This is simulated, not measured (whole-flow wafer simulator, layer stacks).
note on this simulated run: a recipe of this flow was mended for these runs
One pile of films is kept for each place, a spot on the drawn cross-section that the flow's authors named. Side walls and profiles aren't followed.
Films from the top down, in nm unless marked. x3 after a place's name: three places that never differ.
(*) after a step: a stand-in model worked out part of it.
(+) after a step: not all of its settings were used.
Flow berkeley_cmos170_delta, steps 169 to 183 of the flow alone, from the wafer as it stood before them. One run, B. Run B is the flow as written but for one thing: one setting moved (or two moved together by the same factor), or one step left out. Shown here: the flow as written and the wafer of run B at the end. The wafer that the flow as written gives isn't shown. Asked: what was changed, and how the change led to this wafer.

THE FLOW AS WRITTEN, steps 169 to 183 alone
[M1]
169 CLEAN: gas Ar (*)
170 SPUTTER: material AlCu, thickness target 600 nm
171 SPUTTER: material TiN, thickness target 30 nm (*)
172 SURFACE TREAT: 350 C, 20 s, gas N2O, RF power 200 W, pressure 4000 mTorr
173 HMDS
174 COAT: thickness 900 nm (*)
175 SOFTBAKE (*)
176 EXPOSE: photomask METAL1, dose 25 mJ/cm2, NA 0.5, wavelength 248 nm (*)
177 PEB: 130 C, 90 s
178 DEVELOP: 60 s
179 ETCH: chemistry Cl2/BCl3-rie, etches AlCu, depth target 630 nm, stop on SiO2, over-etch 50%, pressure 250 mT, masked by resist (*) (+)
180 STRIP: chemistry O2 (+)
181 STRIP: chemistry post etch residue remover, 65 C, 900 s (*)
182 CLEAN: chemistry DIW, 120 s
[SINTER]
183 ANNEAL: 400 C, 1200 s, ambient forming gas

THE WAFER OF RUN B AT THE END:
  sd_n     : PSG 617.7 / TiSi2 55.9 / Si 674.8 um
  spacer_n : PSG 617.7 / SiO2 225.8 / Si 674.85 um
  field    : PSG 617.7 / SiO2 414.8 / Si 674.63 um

The cause: step 170, SPUTTER: thickness target 300 nm was run, where the flow has thickness target 600 nm.

How the change led to this, step by step:
  170 SPUTTER: material AlCu, thickness target 600 nm
      field, sd_n, spacer_n, gate, spacer_p, gate_p, m1: AlCu +300 (new film) (as written it would be: AlCu +600 (new film))
      sd_p: AlCu +264.9 (new film) (as written it would be: AlCu +539.5 (new film))
      (and at 1 more place)
  171 SPUTTER: material TiN, thickness target 30 nm (*)
      contact: TiN +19 (new film) (as written it would be: TiN +16.3 (new film))
  174 COAT: thickness 900 nm (*)
      contact: KrF-resist +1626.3 (new film) (as written it would be: KrF-resist +1720.2 (new film))
  179 ETCH: chemistry Cl2/BCl3-rie, etches AlCu, depth target 630 nm, stop on SiO2, over-etch 50%, pressure 250 mT, masked by resist (*) (+)
      field, sd_n, spacer_n, gate, spacer_p, gate_p: TiN -30 (all of it), AlCu -300 (all of it), PSG -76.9 (as written it would be: TiN -30 (all of it), AlCu -600 (all of it), PSG -39.4)
      sd_p: TiN -25.7 (all of it), AlCu -264.9 (all of it), PSG -81.8 (as written it would be: TiN -25.3 (all of it), AlCu -539.5 (all of it), PSG -47.5)
  180 STRIP: chemistry O2 (+)
      contact: KrF-resist -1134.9 (all of it) (as written it would be: KrF-resist -1228.4 (all of it))
